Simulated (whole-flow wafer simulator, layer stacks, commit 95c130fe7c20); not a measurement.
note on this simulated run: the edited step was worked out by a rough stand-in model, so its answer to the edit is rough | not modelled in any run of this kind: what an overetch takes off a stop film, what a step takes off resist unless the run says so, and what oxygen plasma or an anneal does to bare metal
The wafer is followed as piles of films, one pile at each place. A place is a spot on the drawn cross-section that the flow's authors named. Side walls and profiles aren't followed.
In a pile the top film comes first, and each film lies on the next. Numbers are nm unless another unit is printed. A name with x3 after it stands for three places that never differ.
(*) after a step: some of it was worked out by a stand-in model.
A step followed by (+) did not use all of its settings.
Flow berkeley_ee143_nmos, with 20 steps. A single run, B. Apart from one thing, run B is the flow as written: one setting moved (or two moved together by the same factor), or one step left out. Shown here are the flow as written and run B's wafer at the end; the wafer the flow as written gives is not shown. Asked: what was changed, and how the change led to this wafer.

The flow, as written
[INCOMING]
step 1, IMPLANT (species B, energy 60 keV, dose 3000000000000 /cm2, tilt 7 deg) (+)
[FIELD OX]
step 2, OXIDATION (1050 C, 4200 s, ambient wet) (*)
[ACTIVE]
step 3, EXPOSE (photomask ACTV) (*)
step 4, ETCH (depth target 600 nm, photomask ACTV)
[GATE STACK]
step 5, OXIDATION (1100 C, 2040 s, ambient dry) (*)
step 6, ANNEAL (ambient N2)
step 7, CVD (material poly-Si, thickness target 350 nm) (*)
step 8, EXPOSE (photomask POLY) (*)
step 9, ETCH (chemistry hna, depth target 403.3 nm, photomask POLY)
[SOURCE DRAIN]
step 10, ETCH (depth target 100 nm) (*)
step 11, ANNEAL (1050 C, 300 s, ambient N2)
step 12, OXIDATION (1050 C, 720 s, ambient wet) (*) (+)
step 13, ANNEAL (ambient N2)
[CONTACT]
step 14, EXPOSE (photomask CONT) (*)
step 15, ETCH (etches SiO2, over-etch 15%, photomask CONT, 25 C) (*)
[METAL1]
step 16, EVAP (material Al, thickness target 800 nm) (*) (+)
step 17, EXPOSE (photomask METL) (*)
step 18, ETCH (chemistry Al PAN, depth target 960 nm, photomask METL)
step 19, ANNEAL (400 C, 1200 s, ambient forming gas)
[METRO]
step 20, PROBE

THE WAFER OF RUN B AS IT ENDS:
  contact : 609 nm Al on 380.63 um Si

The reason: step 16, EVAP: thickness target 609 nm was run, whereas the flow has thickness target 800 nm.
The wafer lets one read it off: contact has Al 609, and step 16 as written asks for 800 nm.

Step by step, how the change led to this:
  step 16, EVAP (material Al, thickness target 800 nm) (*) (+)
      gate, sd, contact, field: +609 Al (new film) (it would be, as written: +800 Al (new film))
  step 18, ETCH (chemistry Al PAN, depth target 960 nm, photomask METL)
      gate, sd, field: -609 Al (all of it) (it would be, as written: -800 Al (all of it))
